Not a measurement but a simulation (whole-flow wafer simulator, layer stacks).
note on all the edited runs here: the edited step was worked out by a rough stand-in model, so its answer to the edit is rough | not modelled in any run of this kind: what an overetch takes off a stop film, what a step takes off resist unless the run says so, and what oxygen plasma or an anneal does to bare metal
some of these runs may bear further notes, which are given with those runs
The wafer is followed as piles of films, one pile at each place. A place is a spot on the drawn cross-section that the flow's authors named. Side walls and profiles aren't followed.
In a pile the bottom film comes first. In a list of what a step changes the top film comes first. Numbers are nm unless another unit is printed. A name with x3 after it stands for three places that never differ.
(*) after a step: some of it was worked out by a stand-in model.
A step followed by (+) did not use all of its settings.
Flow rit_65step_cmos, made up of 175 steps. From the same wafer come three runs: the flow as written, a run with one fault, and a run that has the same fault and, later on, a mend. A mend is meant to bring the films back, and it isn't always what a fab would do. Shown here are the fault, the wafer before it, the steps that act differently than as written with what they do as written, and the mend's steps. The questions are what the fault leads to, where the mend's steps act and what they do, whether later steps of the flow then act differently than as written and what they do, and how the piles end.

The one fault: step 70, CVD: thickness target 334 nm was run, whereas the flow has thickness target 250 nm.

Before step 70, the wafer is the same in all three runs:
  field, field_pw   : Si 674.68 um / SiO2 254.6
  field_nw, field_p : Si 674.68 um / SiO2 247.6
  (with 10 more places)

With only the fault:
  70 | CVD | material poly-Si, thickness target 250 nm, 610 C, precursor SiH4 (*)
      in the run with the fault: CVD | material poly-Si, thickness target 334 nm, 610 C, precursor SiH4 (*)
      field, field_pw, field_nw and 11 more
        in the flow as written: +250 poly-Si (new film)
        in the run with the fault: +334 poly-Si (new film)
  Steps further on in the flow that do not act as written (7 more steps, not shown, differ only slightly: by at most 2% or 0.5 nm, whichever is larger):
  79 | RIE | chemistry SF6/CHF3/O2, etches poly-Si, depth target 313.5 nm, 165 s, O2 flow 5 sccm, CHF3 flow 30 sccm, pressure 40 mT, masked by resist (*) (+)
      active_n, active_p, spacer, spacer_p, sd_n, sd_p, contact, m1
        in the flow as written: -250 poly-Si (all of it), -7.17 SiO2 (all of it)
        in the run with the fault: -313.5 poly-Si
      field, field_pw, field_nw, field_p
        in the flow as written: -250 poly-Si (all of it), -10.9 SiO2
        in the run with the fault: -313.5 poly-Si
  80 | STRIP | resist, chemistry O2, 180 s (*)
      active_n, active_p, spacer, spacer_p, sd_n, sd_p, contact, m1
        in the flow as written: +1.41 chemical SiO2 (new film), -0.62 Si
        in the run with the fault: +1.41 chemical SiO2 (new film), -0.62 poly-Si
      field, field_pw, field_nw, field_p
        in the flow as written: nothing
        in the run with the fault: +1.41 chemical SiO2 (new film), -0.62 poly-Si
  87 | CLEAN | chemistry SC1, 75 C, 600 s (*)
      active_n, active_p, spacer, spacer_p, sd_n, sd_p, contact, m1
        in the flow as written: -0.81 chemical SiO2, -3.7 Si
        in the run with the fault: -0.81 chemical SiO2, -3.7 poly-Si
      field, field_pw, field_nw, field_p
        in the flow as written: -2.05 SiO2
        in the run with the fault: -0.81 chemical SiO2, -3.7 poly-Si
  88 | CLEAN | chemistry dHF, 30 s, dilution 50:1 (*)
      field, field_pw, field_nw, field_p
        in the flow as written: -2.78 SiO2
        in the run with the fault: -0.6 chemical SiO2 (all of it)
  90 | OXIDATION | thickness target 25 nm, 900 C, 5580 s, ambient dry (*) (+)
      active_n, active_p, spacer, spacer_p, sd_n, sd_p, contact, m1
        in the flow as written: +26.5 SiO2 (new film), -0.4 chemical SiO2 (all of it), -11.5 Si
        in the run with the fault: +28.9 SiO2 (new film), -0.4 chemical SiO2 (all of it), -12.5 poly-Si
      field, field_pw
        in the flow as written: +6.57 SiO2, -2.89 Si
        in the run with the fault: +28.9 SiO2 (new film), -0.4 chemical SiO2 (all of it), -12.5 poly-Si
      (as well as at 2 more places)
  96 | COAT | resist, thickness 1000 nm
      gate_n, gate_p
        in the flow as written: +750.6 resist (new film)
        in the run with the fault: +701.1 resist (new film)
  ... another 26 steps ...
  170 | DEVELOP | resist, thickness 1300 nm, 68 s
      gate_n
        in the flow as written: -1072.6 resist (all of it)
        in the run with the fault: -1029.2 resist (all of it)
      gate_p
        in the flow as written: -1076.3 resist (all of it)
        in the run with the fault: -1032.9 resist (all of it)
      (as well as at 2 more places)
  At field, field_pw, field_nw, field_p, gate_n, gate_p, spacer, spacer_p, the piles at the end differ from the flow's by more than 2% or 0.5 nm, whichever is larger.
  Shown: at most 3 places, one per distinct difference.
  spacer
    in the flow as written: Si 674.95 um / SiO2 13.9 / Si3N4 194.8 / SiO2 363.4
    in the run with the fault: Si 674.97 um / SiO2 7.17 / poly-Si 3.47 / SiO2 16.3 / Si3N4 249.8 / SiO2 363.4
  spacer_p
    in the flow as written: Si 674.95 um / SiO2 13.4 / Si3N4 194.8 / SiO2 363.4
    in the run with the fault: Si 674.97 um / SiO2 7.17 / poly-Si 3.47 / SiO2 15.7 / Si3N4 249.8 / SiO2 363.4
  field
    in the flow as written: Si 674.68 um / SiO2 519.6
    in the run with the fault: Si 674.68 um / SiO2 559.4

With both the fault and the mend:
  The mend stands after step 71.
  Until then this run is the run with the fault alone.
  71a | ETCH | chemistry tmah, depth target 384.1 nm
      field, field_pw, field_nw and 11 more
        -334 poly-Si (all of it)
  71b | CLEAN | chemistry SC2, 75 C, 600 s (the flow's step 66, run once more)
      does not change any film at any place that is followed
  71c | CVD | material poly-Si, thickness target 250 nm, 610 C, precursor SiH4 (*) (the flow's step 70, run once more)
      field, field_pw, field_nw and 11 more
        +250 poly-Si (new film)
  None of the later steps of the flow acts differently than as written at any place that is followed.
  The piles end the same as the flow's at every place that both follow.
